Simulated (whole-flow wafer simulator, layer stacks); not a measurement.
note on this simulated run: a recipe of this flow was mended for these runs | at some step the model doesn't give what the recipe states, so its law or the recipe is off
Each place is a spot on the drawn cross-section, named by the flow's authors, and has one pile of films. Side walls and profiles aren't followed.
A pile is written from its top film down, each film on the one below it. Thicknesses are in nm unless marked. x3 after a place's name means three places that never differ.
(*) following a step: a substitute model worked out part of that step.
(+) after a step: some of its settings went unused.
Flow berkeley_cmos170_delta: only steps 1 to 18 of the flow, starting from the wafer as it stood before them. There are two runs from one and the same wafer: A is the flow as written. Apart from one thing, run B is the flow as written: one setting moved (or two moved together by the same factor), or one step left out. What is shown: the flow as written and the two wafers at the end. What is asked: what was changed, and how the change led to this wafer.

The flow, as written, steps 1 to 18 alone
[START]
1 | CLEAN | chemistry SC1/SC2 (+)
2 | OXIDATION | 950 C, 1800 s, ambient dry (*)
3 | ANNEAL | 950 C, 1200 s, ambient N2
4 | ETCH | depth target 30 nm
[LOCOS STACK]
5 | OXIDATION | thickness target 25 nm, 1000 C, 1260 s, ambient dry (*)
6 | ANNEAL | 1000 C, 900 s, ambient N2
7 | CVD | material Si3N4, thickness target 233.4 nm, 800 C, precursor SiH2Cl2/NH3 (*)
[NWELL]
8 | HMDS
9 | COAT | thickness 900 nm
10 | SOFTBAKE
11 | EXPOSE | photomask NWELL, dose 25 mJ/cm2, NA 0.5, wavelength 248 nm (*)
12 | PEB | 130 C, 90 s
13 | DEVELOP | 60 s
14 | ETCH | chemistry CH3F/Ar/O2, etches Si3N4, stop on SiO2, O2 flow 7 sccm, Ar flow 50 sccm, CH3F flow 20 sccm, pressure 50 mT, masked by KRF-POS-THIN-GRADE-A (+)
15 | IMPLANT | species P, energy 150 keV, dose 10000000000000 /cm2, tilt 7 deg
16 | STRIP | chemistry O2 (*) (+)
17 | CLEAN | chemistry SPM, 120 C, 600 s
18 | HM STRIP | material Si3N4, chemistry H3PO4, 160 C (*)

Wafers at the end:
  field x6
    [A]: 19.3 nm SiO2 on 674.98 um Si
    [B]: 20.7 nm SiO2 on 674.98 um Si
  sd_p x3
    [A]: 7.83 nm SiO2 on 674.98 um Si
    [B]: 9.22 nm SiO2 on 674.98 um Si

What caused this: step 4, ETCH: depth target 15 nm was run, while the flow as written has depth target 30 nm.

The path from the change to this, step by step:
  4 | ETCH | depth target 30 nm
      field x6, sd_p x3: A -20.7 SiO2 (all of it) | B -15 SiO2
  5 | OXIDATION | thickness target 25 nm, 1000 C, 1260 s, ambient dry (*)
      field x6, sd_p x3: A +26.6 SiO2 (new film), -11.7 Si | B +22.3 SiO2, -9.79 Si
